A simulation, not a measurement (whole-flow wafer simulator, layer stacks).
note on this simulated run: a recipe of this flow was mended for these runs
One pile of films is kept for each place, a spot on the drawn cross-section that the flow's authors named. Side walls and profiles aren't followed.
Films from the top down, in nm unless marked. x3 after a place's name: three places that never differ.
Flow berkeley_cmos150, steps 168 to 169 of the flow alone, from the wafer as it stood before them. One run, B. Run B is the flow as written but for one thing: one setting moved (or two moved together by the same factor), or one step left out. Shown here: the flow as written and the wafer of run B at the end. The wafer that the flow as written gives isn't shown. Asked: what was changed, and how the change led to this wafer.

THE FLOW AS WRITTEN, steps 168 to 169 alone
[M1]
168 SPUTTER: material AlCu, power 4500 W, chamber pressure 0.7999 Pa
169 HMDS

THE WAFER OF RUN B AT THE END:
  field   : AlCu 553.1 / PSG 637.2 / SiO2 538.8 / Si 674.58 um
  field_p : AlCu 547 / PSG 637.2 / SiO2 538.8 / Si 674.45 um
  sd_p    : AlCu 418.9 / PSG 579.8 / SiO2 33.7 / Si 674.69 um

The cause: step 168, SPUTTER: power 3960 W was run, where the flow has power 4500 W.

How the change led to this, step by step:
  168 SPUTTER: material AlCu, power 4500 W, chamber pressure 0.7999 Pa
      field, sd_n, gate_n, m1: AlCu +553.1 (new film) (as written it would be: AlCu +626.1 (new film))
      field_p: AlCu +547 (new film) (as written it would be: AlCu +619.8 (new film))
      (and at 3 more places)
